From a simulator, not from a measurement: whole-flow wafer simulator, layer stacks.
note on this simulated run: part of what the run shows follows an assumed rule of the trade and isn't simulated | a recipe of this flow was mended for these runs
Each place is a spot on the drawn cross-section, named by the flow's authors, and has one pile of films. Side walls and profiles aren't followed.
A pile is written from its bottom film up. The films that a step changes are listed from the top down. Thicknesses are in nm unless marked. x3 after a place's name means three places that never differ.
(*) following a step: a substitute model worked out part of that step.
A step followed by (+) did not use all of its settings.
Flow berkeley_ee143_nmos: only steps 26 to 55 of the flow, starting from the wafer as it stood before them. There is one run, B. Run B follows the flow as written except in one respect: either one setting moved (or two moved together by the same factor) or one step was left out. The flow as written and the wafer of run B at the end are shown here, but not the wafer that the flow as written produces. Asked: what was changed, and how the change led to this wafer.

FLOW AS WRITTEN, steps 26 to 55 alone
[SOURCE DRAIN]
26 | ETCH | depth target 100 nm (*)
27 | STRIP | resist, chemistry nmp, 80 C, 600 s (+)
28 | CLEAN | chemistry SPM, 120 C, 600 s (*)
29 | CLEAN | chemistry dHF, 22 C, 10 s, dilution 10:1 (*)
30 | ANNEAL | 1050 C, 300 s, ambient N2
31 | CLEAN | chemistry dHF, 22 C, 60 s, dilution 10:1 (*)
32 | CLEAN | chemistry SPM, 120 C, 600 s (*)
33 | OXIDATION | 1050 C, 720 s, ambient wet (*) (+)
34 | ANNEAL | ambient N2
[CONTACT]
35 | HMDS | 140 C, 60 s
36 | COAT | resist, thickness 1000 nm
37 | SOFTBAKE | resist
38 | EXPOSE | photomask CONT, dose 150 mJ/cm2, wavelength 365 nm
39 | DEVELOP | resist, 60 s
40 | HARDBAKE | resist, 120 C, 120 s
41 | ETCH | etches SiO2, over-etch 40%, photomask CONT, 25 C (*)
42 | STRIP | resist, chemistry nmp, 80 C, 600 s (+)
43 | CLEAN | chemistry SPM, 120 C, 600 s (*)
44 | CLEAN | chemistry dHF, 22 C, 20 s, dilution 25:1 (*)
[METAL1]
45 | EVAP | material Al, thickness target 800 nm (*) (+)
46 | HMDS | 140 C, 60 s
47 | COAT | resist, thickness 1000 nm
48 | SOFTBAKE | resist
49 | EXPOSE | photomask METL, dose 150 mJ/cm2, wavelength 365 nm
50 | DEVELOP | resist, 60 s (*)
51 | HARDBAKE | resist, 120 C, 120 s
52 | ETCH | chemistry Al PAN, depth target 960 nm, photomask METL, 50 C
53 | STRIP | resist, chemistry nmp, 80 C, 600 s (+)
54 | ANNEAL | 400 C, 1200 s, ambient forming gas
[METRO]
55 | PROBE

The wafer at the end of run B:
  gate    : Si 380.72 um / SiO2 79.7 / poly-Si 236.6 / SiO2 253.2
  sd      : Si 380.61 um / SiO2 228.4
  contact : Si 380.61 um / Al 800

What caused this: step 33, OXIDATION: 1078 C was run, though the flow has 1050 C.

Step by step, how the change led to this:
  33 | OXIDATION | 1050 C, 720 s, ambient wet (*) (+)
      sd, contact: +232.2 SiO2 (new film), -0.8 chemical SiO2 (all of it), -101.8 Si (as written it would have been: +189.4 SiO2 (new film), -0.8 chemical SiO2 (all of it), -83 Si)
      gate: +257 SiO2 (new film), -0.8 chemical SiO2 (all of it), -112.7 poly-Si (as written it would have been: +217.6 SiO2 (new film), -0.8 chemical SiO2 (all of it), -95.4 poly-Si)
      (also at 1 further place)
  41 | ETCH | etches SiO2, over-etch 40%, photomask CONT, 25 C (*)
      contact: -232.2 SiO2 (all of it) (as written it would have been: -189.4 SiO2 (all of it))
  47 | COAT | resist, thickness 1000 nm
      contact: +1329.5 resist (new film) (as written it would have been: +1301 resist (new film))
  51 | HARDBAKE | resist, 120 C, 120 s
      contact: -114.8 resist (as written it would have been: -112.2 resist)
  53 | STRIP | resist, chemistry nmp, 80 C, 600 s (+)
      contact: -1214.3 resist (all of it) (as written it would have been: -1188.4 resist (all of it))
